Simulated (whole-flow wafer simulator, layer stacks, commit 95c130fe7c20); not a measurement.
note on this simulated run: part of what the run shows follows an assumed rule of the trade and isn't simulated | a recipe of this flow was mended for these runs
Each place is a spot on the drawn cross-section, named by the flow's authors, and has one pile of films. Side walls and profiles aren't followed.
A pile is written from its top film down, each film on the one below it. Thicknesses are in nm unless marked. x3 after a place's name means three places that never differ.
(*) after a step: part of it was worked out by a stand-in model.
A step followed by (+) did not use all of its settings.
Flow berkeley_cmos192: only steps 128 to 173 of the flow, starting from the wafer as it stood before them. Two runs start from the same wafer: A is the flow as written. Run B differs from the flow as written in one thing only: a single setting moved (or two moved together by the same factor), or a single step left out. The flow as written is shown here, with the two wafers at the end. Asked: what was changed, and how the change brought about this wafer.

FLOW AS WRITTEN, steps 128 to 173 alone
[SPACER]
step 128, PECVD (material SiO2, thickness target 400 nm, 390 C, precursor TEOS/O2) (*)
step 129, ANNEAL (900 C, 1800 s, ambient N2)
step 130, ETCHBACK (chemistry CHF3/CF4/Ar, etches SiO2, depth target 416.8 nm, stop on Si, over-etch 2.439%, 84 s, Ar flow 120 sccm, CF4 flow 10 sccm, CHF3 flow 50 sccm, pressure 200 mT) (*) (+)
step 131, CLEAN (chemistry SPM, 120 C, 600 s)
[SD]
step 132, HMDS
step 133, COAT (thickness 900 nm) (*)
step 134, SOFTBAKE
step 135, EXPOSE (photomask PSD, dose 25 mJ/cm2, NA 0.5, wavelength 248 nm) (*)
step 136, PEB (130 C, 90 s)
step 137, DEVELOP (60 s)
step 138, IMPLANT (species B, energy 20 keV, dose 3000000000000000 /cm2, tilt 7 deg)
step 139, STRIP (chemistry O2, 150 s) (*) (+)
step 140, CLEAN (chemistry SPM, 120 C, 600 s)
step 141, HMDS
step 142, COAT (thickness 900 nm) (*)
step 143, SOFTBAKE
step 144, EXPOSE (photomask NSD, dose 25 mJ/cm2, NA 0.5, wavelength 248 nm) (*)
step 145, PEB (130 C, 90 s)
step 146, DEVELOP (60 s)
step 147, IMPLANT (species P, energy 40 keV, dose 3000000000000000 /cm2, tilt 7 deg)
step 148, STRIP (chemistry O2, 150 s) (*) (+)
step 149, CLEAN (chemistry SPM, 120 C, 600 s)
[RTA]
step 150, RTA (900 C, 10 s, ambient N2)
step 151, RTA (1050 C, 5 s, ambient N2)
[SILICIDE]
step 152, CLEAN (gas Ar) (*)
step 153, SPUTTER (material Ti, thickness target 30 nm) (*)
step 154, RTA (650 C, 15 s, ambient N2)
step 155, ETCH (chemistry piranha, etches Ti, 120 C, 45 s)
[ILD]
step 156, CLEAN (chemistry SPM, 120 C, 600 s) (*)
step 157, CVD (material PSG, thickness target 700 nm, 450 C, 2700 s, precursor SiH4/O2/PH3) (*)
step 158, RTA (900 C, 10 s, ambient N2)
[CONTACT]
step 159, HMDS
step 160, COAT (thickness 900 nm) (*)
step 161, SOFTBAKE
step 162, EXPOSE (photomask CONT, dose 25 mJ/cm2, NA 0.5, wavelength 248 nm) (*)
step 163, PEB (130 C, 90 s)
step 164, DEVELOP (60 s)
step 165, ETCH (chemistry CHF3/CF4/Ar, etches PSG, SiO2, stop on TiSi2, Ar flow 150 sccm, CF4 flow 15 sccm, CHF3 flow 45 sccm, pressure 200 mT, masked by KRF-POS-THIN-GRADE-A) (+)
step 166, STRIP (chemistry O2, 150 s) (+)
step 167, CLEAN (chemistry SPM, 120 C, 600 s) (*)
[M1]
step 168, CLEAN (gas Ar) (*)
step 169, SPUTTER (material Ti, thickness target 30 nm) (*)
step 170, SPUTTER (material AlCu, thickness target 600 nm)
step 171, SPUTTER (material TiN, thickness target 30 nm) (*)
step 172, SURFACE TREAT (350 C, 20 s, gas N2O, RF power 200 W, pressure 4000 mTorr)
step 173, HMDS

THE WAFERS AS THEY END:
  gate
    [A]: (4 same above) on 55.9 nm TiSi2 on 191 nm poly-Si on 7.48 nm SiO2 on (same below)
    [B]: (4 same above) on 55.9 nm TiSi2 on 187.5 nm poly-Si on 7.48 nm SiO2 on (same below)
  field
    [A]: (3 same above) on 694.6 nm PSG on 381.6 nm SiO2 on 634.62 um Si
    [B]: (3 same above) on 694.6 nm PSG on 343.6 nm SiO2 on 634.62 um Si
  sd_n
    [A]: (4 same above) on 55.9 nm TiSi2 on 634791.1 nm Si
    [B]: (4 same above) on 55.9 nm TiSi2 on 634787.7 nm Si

What caused this: step 128, PECVD: thickness target 362 nm was run, while the flow as written has thickness target 400 nm.

How this came from the change, step by step:
  step 128, PECVD (material SiO2, thickness target 400 nm, 390 C, precursor TEOS/O2) (*)
      field, sd_n, contact, m1: A +400 SiO2 | B +362 SiO2
      spacer_n, sd_p, spacer_p: A +386.5 SiO2 | B +350 SiO2
      (as well as at 2 more places)
  step 130, ETCHBACK (chemistry CHF3/CF4/Ar, etches SiO2, depth target 416.8 nm, stop on Si, over-etch 2.439%, 84 s, Ar flow 120 sccm, CF4 flow 10 sccm, CHF3 flow 50 sccm, pressure 200 mT) (*) (+)
      gate, gate_p: A -400 SiO2 (all of it), -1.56 chemical SiO2 (all of it), -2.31 poly-Si | B -362 SiO2 (all of it), -1.56 chemical SiO2 (all of it), -5.77 poly-Si
      sd_n: A -406 SiO2 (all of it), -2.31 Si | B -368 SiO2 (all of it), -5.77 Si
      (as well as at 3 more places)
  step 133, COAT (thickness 900 nm) (*)
      spacer_n: A +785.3 KrF-resist (new film) | B +801.5 KrF-resist (new film)
      gate: A +764.7 KrF-resist (new film) | B +746.2 KrF-resist (new film)
      (as well as at 2 more places)
  step 137, DEVELOP (60 s)
      spacer_p: A -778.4 KrF-resist (all of it) | B -796 KrF-resist (all of it)
      gate_p: A -757.7 KrF-resist (all of it) | B -740.7 KrF-resist (all of it)
  step 139, STRIP (chemistry O2, 150 s) (*) (+)
      sd_n: A -976 KrF-resist (all of it), +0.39 chemical SiO2, -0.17 Si | B -956.3 KrF-resist (all of it), +0.4 chemical SiO2, -0.17 Si
      spacer_n: A -768.7 KrF-resist (all of it) | B -784.8 KrF-resist (all of it)
      (as well as at 1 more place)
  step 142, COAT (thickness 900 nm) (*)
      sd_n: A +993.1 KrF-resist (new film) | B +973.1 KrF-resist (new film)
      spacer_n: A +785.4 KrF-resist (new film) | B +802 KrF-resist (new film)
      (as well as at 3 more places)
  step 146, DEVELOP (60 s)
      sd_n: A -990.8 KrF-resist (all of it) | B -970.9 KrF-resist (all of it)
      spacer_n: A -783.7 KrF-resist (all of it) | B -800.2 KrF-resist (all of it)
      (as well as at 1 more place)
  step 148, STRIP (chemistry O2, 150 s) (*) (+)
      gate_p: A -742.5 KrF-resist (all of it), +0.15 chemical SiO2 | B -726.3 KrF-resist (all of it), +0.15 chemical SiO2, -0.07 poly-Si
      spacer_p: A -763.6 KrF-resist (all of it) | B -781.7 KrF-resist (all of it)
  step 154, RTA (650 C, 15 s, ambient N2)
      sd_p: A -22 Ti, +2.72 TiSi first (new film), +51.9 TiSi2 C49 (new film), -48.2 Si | B -22.4 Ti, +3.65 TiSi first (new film), +51.5 TiSi2 C49 (new film), -48.4 Si
  step 158, RTA (900 C, 10 s, ambient N2)
      sd_p: A under 1 film: +52.6 TiSi2 (new film), -2.61 TiSi first (all of it), -51.9 TiSi2 C49 (all of it), -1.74 Si | B under 1 film: +53.5 TiSi2 (new film), -3.55 TiSi first (all of it), -51.5 TiSi2 C49 (all of it), -2.36 Si
  step 160, COAT (thickness 900 nm) (*)
      sd_n: A +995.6 KrF-resist (new film) | B +974.4 KrF-resist (new film)
      gate: A +803.9 KrF-resist (new film) | B +779.4 KrF-resist (new film)
      (as well as at 2 more places)
  step 166, STRIP (chemistry O2, 150 s) (+)
      sd_n: A -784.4 KrF-resist (all of it) | B -763.2 KrF-resist (all of it)
      gate: A -593.2 KrF-resist (all of it) | B -568.7 KrF-resist (all of it)
      (as well as at 4 more places)
  step 169, SPUTTER (material Ti, thickness target 30 nm) (*)
      sd_p: A +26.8 Ti (new film) | B +27.5 Ti (new film)
  step 170, SPUTTER (material AlCu, thickness target 600 nm)
      sd_p: A +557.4 AlCu (new film) | B +575 AlCu (new film)
  step 171, SPUTTER (material TiN, thickness target 30 nm) (*)
      sd_p: A +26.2 TiN (new film) | B +27.2 TiN (new film)
